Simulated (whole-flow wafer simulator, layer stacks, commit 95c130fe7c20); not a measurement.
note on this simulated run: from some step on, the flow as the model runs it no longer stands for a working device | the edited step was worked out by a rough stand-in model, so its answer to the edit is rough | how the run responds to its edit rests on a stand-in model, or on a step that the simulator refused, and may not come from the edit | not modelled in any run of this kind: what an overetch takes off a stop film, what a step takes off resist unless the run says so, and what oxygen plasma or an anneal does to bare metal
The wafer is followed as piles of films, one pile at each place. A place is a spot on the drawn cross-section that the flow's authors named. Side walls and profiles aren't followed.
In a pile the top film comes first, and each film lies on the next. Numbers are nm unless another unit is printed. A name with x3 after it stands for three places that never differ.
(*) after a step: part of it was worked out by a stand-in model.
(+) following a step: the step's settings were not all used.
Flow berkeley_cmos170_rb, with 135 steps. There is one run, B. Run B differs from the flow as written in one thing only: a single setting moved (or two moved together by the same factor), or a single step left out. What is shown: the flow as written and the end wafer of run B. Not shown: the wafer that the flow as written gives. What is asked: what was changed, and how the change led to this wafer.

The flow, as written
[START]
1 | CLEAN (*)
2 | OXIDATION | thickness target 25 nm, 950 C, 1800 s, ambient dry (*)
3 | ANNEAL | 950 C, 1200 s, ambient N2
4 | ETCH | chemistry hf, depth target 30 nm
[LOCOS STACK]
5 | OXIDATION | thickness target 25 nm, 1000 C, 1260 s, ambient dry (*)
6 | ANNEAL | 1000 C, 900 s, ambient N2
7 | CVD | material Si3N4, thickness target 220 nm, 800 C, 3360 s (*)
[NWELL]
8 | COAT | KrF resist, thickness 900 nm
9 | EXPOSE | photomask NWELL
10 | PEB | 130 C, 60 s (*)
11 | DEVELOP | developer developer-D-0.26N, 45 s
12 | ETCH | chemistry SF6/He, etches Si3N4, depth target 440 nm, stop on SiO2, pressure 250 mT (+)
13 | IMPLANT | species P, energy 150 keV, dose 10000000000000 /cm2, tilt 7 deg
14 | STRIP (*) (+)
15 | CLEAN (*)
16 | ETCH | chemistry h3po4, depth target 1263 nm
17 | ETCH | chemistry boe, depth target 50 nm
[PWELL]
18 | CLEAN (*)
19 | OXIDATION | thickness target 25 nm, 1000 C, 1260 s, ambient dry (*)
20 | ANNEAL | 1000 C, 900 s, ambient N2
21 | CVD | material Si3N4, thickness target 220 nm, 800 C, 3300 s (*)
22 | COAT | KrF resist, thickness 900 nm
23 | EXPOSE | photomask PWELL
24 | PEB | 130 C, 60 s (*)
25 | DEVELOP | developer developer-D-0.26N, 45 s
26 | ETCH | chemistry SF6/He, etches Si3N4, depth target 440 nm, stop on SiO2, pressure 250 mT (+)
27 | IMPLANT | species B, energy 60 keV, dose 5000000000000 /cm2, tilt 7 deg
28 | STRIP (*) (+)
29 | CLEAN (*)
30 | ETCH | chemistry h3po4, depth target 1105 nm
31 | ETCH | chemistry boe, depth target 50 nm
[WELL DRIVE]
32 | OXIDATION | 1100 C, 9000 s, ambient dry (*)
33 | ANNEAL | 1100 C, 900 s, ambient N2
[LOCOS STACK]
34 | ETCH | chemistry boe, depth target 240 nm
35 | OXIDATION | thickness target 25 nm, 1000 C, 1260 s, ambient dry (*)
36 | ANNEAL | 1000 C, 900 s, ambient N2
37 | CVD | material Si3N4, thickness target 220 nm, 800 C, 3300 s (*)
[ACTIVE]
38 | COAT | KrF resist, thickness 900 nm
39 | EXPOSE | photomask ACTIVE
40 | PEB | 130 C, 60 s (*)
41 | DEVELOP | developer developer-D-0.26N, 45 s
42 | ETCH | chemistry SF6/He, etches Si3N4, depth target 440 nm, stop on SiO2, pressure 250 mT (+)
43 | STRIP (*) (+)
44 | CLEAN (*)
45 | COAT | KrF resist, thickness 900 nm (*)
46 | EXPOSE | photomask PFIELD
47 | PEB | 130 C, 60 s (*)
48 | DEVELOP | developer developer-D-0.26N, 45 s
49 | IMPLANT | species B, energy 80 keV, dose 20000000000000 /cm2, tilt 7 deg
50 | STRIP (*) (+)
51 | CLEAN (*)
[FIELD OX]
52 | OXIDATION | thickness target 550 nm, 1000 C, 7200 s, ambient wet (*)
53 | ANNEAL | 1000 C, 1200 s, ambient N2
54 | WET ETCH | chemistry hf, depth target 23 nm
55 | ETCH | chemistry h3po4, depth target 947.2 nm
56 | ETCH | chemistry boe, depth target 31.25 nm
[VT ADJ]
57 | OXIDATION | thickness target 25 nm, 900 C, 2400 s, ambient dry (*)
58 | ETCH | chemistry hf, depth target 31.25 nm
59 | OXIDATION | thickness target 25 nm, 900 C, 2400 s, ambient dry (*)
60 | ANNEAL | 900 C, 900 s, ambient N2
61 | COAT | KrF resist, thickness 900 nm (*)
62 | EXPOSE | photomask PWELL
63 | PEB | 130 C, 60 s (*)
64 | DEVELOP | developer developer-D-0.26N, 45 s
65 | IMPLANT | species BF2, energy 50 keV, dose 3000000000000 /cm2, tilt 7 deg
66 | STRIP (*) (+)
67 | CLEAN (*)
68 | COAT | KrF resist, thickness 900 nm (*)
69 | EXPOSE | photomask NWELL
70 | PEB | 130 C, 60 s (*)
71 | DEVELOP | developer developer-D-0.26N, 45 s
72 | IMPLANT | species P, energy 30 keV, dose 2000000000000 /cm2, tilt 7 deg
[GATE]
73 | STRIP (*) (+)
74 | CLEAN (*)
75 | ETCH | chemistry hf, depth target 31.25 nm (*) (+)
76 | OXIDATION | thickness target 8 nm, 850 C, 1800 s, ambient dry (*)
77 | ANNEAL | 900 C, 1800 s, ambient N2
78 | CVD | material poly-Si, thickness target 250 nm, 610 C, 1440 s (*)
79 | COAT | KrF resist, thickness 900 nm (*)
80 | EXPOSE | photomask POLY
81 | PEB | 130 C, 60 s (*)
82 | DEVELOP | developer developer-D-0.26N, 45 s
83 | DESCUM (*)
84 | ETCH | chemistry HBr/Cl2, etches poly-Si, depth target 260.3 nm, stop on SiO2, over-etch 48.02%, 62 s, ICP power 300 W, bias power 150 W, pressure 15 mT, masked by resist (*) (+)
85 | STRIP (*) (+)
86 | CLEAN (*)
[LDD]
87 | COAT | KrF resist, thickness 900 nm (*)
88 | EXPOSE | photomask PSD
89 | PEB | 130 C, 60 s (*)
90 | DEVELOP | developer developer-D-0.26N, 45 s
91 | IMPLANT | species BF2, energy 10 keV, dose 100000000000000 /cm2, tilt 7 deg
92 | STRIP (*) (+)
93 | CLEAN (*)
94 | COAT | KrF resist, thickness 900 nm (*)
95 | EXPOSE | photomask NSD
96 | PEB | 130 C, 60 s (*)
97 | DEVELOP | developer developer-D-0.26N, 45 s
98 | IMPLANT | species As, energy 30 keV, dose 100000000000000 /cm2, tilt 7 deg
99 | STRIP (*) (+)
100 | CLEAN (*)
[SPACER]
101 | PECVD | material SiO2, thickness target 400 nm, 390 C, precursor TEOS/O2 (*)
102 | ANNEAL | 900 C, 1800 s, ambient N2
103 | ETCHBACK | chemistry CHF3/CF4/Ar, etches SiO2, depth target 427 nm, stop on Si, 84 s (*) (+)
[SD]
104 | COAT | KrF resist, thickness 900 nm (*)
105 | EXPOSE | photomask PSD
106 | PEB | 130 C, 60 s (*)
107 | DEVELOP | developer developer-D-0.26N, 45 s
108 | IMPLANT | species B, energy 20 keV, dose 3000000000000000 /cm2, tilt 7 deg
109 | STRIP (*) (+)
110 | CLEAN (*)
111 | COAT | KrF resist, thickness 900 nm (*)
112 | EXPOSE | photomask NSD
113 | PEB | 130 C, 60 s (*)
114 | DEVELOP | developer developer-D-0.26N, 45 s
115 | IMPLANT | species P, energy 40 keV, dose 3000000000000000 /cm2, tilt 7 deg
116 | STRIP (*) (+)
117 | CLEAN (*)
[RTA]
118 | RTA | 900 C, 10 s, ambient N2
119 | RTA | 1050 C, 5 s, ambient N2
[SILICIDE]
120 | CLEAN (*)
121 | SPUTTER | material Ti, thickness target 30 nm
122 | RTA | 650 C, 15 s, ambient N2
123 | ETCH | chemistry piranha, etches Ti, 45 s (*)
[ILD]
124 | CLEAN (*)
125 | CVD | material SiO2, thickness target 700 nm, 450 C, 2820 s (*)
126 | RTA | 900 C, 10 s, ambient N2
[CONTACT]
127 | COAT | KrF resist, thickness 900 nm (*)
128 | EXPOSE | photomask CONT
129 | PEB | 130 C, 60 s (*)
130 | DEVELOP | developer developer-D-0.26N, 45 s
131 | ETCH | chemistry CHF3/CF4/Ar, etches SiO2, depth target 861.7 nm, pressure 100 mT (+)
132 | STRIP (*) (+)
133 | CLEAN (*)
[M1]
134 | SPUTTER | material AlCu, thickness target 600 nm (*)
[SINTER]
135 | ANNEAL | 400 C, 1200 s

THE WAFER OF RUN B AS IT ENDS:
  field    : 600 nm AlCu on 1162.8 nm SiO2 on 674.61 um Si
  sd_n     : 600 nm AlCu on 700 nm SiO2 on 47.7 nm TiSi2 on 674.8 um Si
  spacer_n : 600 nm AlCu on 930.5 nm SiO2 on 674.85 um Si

What caused this: step 35, OXIDATION: 1050 C was run, while the flow as written has 1000 C.

How this came from the change, step by step:
  35 | OXIDATION | thickness target 25 nm, 1000 C, 1260 s, ambient dry (*)
      field, sd_n, spacer_n and 6 more: +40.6 SiO2 (new film), -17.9 Si (it would be, as written: +26.6 SiO2 (new film), -11.7 Si)
  52 | OXIDATION | thickness target 550 nm, 1000 C, 7200 s, ambient wet (*)
      gate: +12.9 SiO2 (new film), -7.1 Si3N4 (it would be, as written: +12.9 SiO2 (new film), -7.1 Si3N4, +0.08 SiO2, -0.08 Si)
      sd_n: +12.9 SiO2 (new film), -7.1 Si3N4, +8.95 SiO2, -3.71 Si (it would be, as written: +12.9 SiO2 (new film), -7.1 Si3N4, +2.22 SiO2, -0.84 Si)
      (also at 2 further places)
  56 | ETCH | chemistry boe, depth target 31.25 nm
      spacer_n, gate, sd_p, spacer_p, gate_p, contact: -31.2 SiO2 (it would be, as written: -26.6 SiO2 (all of it))
      sd_n: -31.3 SiO2 (it would be, as written: -28.8 SiO2 (all of it))
      (also at 1 further place)
  57 | OXIDATION | thickness target 25 nm, 900 C, 2400 s, ambient dry (*)
      spacer_n, gate, spacer_p, gate_p, contact: +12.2 SiO2, -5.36 Si (it would be, as written: +15 SiO2 (new film), -6.62 Si)
      sd_n: +10.5 SiO2, -4.63 Si (it would be, as written: +15 SiO2 (new film), -6.62 Si)
      (also at 2 further places)
  58 | ETCH | chemistry hf, depth target 31.25 nm
      m1: -31.2 SiO2 (it would be, as written: -15 SiO2 (all of it))
      spacer_n, gate, spacer_p, gate_p, contact: -21.5 SiO2 (all of it) (it would be, as written: -15 SiO2 (all of it))
      (also at 2 further places)
  59 | OXIDATION | thickness target 25 nm, 900 C, 2400 s, ambient dry (*)
      m1: +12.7 SiO2, -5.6 Si (it would be, as written: +15 SiO2 (new film), -6.62 Si)
  121 | SPUTTER | material Ti, thickness target 30 nm
      sd_n: +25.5 Ti (new film) (it would be, as written: +30 Ti (new film))
  122 | RTA | 650 C, 15 s, ambient N2
      sd_n: -19.9 Ti, +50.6 TiSi2 C49 (new film), -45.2 Si (it would be, as written: -23.4 Ti, +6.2 TiSi first (new film), +50.3 TiSi2 C49 (new film), -49 Si)
  123 | ETCH | chemistry piranha, etches Ti, 45 s (*)
      sd_n: -5.61 Ti (all of it) (it would be, as written: -6.6 Ti (all of it))
  126 | RTA | 900 C, 10 s, ambient N2
      sd_n: under 1 film: +47.7 TiSi2 (new film), -50.6 TiSi2 C49 (all of it) (it would be, as written: under 1 film: +56 TiSi2 (new film), -6.2 TiSi first (all of it), -50.3 TiSi2 C49 (all of it), -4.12 Si)
